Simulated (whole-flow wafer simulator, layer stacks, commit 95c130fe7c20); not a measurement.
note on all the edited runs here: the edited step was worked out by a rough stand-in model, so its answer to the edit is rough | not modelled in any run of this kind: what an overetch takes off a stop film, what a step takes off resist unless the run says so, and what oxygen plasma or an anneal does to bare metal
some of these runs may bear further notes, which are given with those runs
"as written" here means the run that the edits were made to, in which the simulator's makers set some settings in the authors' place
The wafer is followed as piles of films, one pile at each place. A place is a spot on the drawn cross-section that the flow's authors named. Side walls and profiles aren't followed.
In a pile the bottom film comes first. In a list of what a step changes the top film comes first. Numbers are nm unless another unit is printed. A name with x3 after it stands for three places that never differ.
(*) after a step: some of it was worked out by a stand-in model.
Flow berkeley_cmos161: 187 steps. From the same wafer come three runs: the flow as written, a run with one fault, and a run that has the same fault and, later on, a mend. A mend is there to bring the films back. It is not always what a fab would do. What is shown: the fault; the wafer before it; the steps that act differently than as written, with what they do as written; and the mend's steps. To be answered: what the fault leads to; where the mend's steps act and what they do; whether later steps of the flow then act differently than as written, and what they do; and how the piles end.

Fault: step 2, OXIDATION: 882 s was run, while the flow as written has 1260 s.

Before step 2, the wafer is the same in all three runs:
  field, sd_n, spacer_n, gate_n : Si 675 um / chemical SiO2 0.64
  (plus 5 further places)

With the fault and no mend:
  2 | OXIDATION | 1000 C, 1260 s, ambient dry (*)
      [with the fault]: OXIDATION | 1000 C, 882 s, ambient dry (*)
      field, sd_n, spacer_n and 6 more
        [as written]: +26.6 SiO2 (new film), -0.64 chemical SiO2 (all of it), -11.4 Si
        [with the fault]: +22.1 SiO2 (new film), -0.64 chemical SiO2 (all of it), -9.44 Si
  Steps further on in the flow that do not act as written:
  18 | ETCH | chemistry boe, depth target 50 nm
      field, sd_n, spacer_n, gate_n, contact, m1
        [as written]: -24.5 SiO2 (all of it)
        [with the fault]: -19.9 SiO2 (all of it)
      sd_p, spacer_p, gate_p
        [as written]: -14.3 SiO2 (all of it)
        [with the fault]: -9.75 SiO2 (all of it)
  At the end the piles are close to the flow's at the places that both follow, differing by at most 2% or 0.5 nm, whichever is larger.

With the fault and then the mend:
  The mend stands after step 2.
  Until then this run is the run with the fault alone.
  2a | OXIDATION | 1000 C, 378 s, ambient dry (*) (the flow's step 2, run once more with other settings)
      field, sd_n, spacer_n and 6 more
        +4.56 SiO2, -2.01 Si
  Later steps of the flow that are run all act as written at every place that is followed.
  By the end, the piles equal the flow's at every place that both follow.
